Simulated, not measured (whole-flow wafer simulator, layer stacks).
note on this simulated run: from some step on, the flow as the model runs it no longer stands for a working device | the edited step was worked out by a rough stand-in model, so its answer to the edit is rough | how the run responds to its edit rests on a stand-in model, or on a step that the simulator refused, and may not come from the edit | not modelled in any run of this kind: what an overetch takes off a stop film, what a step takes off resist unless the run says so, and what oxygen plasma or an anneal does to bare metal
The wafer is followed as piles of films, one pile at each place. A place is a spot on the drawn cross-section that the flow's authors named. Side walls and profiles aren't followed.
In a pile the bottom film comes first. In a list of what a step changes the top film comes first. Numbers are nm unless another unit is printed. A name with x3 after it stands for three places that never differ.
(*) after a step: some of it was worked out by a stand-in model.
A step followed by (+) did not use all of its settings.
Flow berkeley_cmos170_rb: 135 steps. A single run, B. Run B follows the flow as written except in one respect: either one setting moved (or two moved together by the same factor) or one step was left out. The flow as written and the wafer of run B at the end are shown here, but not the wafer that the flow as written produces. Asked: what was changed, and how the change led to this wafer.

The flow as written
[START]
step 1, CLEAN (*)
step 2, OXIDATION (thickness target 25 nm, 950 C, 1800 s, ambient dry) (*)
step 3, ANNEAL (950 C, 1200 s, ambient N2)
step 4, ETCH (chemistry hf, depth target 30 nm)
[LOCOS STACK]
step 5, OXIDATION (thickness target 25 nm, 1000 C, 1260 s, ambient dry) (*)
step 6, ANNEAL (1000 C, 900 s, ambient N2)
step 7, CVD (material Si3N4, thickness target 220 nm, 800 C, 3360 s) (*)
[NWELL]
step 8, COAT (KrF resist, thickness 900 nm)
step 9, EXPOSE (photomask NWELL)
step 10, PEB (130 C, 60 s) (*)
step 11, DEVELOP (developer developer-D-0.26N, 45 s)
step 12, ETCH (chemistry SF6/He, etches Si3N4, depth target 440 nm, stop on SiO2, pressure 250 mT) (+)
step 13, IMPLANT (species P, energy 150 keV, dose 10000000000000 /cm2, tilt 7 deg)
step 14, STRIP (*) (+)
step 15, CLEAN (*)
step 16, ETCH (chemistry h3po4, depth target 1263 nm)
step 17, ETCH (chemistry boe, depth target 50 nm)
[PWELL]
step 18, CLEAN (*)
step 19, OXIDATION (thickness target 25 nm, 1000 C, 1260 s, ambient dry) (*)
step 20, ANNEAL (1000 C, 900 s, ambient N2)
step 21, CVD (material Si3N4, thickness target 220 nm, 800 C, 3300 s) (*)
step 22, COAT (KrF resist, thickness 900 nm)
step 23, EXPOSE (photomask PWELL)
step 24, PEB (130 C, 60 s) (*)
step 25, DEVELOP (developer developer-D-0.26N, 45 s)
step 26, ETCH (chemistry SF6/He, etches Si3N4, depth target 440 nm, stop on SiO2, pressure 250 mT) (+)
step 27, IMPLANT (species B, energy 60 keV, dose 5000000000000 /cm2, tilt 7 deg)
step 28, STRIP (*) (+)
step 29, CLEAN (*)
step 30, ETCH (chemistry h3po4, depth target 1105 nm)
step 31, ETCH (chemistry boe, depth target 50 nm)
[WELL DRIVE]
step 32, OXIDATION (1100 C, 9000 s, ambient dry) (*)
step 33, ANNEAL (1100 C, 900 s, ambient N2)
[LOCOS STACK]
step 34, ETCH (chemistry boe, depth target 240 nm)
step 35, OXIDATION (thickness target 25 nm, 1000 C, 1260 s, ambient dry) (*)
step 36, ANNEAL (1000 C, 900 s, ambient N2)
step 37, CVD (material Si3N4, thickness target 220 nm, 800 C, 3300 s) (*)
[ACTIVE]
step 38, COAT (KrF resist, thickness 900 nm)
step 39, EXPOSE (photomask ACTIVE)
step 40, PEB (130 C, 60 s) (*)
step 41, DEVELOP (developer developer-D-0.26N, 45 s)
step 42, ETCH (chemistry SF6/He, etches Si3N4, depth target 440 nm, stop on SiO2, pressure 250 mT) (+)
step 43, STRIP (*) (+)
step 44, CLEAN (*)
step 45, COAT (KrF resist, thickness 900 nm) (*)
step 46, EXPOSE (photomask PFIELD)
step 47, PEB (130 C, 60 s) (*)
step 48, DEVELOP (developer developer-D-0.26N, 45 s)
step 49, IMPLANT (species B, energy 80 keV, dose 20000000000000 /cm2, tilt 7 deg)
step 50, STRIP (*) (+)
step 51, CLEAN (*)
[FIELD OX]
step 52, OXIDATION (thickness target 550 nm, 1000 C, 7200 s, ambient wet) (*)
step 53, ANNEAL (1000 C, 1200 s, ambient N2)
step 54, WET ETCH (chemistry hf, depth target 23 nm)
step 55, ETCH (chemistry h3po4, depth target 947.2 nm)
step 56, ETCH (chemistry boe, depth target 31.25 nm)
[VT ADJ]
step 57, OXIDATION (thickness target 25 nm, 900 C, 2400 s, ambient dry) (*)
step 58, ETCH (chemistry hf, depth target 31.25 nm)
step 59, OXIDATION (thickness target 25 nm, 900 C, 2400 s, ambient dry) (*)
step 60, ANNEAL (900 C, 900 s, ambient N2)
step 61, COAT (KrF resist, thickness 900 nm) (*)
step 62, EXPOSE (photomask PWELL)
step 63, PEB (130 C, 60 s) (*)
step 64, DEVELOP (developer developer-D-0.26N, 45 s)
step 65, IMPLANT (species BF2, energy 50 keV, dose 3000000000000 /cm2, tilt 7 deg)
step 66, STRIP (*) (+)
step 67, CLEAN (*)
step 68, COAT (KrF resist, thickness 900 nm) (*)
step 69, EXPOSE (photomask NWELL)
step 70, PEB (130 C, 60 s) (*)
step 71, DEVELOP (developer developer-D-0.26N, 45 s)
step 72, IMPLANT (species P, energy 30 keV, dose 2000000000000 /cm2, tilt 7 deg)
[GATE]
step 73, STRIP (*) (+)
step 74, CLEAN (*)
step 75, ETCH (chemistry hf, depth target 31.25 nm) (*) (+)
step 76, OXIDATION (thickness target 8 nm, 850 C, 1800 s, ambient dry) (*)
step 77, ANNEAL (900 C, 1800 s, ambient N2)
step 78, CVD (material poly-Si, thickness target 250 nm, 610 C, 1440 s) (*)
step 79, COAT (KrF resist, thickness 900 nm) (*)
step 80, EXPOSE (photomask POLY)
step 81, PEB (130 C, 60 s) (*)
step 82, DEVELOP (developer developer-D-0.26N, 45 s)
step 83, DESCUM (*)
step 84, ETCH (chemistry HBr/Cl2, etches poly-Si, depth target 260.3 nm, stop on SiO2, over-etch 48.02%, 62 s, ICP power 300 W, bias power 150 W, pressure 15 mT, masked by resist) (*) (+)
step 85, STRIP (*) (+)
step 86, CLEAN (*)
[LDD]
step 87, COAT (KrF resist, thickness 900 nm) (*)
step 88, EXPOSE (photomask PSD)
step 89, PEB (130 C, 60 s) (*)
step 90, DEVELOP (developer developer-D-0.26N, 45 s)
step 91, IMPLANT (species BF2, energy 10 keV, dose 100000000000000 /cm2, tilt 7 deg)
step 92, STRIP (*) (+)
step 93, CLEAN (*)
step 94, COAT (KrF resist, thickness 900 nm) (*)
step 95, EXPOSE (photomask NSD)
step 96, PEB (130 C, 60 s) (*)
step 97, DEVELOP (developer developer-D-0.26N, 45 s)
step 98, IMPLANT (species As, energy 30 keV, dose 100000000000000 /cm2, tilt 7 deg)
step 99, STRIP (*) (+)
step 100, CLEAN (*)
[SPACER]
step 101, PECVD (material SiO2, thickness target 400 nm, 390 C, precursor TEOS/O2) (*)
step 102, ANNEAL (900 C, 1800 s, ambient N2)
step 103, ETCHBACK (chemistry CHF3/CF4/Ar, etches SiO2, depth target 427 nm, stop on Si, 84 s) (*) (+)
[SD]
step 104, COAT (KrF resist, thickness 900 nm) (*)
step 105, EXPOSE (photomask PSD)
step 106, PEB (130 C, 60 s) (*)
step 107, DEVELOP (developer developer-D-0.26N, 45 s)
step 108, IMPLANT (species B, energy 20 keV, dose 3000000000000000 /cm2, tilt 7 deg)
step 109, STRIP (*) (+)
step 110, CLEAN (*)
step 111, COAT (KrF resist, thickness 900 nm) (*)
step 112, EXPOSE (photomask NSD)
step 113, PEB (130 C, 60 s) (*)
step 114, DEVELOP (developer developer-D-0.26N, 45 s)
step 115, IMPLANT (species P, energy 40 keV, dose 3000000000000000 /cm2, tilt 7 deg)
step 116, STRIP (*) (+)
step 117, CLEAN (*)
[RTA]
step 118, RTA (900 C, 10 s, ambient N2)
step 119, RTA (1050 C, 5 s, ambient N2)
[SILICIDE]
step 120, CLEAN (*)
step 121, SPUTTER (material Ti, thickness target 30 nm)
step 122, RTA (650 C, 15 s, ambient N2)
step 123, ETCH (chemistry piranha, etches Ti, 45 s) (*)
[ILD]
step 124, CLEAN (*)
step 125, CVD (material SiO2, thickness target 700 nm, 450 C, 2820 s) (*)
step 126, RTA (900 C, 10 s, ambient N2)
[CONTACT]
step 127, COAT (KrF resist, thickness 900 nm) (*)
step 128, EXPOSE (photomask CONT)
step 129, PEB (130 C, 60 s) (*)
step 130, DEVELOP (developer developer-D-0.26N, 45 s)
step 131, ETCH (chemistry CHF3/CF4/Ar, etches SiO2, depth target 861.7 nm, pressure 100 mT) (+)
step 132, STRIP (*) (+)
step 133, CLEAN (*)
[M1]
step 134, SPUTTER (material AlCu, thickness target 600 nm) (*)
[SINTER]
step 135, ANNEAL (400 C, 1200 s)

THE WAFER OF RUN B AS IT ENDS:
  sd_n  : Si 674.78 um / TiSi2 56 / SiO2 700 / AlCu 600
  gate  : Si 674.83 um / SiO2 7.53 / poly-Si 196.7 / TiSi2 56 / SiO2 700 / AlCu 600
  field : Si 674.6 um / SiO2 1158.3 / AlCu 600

The reason: step 2, OXIDATION: 1140 C was run, while the flow as written has 950 C.

Step by step, how the change led to this:
  step 2, OXIDATION (thickness target 25 nm, 950 C, 1800 s, ambient dry) (*)
      field, sd_n, spacer_n and 6 more: SiO2 gains 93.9 (new film), chemical SiO2 loses 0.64 (all of it), Si loses 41 (as written it would have been: SiO2 gains 20.7 (new film), chemical SiO2 loses 0.64 (all of it), Si loses 8.82)
  step 4, ETCH (chemistry hf, depth target 30 nm)
      field, sd_n, spacer_n and 6 more: SiO2 loses 30 (as written it would have been: SiO2 loses 20.7 (all of it))
  step 5, OXIDATION (thickness target 25 nm, 1000 C, 1260 s, ambient dry) (*)
      field, sd_n, spacer_n and 6 more: SiO2 gains 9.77, Si loses 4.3 (as written it would have been: SiO2 gains 26.6 (new film), Si loses 11.7)
  step 17, ETCH (chemistry boe, depth target 50 nm)
      field, sd_n, spacer_n and 6 more: SiO2 loses 50 (as written it would have been: SiO2 loses 26.6 (all of it))
  step 19, OXIDATION (thickness target 25 nm, 1000 C, 1260 s, ambient dry) (*)
      field, sd_n, spacer_n and 6 more: SiO2 gains 13.2, Si loses 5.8 (as written it would have been: SiO2 gains 26.6 (new film), Si loses 11.7)
  step 31, ETCH (chemistry boe, depth target 50 nm)
      field, sd_n, spacer_n and 6 more: SiO2 loses 36.8 (all of it) (as written it would have been: SiO2 loses 26.6 (all of it))
